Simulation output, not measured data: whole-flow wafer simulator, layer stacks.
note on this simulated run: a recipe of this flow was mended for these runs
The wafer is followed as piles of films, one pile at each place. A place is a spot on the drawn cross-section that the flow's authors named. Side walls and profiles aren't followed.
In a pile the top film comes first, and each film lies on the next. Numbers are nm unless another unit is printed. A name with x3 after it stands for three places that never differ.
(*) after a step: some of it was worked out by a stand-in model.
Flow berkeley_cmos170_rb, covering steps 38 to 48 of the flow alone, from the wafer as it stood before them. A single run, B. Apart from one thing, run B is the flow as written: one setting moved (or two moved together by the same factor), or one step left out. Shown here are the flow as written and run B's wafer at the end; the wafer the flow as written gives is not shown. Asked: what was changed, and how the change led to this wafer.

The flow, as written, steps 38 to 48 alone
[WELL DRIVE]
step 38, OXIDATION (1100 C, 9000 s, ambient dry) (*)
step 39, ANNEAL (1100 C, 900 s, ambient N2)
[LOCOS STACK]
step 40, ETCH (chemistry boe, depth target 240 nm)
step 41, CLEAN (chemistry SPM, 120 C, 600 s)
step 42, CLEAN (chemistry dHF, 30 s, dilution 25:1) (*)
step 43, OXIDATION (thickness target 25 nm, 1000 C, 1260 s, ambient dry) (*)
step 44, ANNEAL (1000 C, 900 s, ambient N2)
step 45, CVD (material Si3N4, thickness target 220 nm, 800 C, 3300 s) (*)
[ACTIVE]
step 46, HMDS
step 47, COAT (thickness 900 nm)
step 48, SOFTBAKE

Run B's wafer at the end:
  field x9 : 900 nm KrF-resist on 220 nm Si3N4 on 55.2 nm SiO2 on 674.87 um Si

What caused this: step 40, ETCH: depth target 154 nm was run, whereas the flow has depth target 240 nm.

The path from the change to this, step by step:
  step 40, ETCH (chemistry boe, depth target 240 nm)
      field x9: SiO2 loses 154 (it would be, as written: SiO2 loses 197.6 (all of it))
  step 41, CLEAN (chemistry SPM, 120 C, 600 s)
      field x9: nothing (it would be, as written: chemical SiO2 gains 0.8 (new film), Si loses 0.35)
  step 42, CLEAN (chemistry dHF, 30 s, dilution 25:1) (*)
      field x9: SiO2 loses 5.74 (it would be, as written: chemical SiO2 loses 0.8 (all of it))
  step 43, OXIDATION (thickness target 25 nm, 1000 C, 1260 s, ambient dry) (*)
      field x9: SiO2 gains 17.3, Si loses 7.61 (it would be, as written: SiO2 gains 26.6 (new film), Si loses 11.7)
